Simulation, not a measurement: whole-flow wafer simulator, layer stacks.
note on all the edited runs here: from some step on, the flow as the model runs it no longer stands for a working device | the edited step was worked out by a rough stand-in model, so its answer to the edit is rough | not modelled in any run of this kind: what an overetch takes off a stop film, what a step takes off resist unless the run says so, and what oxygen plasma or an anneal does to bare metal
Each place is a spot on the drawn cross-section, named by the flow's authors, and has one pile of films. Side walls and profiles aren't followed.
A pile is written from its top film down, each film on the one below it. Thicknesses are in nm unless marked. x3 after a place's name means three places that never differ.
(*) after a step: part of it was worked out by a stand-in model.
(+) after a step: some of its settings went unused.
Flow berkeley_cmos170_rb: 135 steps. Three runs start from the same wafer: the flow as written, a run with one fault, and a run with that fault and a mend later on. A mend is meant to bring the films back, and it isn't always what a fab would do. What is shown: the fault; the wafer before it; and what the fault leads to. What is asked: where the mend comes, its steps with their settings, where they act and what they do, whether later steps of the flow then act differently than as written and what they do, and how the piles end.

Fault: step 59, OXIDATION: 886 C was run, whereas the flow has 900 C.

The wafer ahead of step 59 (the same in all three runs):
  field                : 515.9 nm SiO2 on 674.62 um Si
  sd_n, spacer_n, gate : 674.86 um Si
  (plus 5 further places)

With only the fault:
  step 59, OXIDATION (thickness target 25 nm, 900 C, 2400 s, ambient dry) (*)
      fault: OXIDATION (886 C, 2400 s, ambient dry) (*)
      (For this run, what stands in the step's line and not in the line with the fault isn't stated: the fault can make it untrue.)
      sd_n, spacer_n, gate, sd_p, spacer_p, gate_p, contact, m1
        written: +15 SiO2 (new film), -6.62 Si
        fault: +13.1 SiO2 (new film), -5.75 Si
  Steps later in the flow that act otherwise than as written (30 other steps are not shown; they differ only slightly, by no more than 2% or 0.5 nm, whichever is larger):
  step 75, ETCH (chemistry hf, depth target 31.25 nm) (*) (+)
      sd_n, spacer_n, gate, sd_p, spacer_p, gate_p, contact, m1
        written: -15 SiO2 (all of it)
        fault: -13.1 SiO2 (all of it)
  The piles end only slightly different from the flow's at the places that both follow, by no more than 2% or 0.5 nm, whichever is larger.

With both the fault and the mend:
  The mend follows step 64.
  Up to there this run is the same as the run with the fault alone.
  step 64a, STRIP (*) (+)
      sd_p
        -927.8 KrF resist (all of it)
      spacer_p
        -911.1 KrF resist (all of it)
      gate_p
        -910.2 KrF resist (all of it)
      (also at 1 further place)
  step 64b, CLEAN (*) (the flow's step 51, run once more)
      alters no film at any place that is followed
  step 64c, OXIDATION (900 C, 466 s, ambient dry) (*) (the flow's step 59, run once more with other settings)
      sd_n, spacer_n, gate, sd_p, spacer_p, gate_p, contact, m1
        +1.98 SiO2, -0.87 Si
      field
        +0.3 SiO2, -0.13 Si
  step 64d, COAT (KrF resist, thickness 900 nm) (*) (the flow's step 61, run once more)
      field
        +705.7 KrF resist (new film)
      sd_n
        +957.4 KrF resist (new film)
      spacer_n
        +924.9 KrF resist (new film)
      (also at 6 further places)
  step 64e, EXPOSE (photomask PWELL) (the flow's step 62, run once more)
      alters no film at any place that is followed
  step 64f, PEB (130 C, 60 s) (*) (the flow's step 63, run once more)
      alters no film at any place that is followed
  step 64g, DEVELOP (developer developer-D-0.26N, 45 s) (the flow's step 64, run once more)
      sd_p, spacer_p, gate_p, m1
        -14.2 KrF resist
      field
        -705.7 KrF resist (all of it)
      sd_n
        -957.4 KrF resist (all of it)
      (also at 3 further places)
  Every later step of the flow that is run acts as written, at every place that is followed, to within 2% or 0.5 nm, whichever is larger.
  The piles end only slightly different from the flow's at the places that both follow, by no more than 2% or 0.5 nm, whichever is larger.
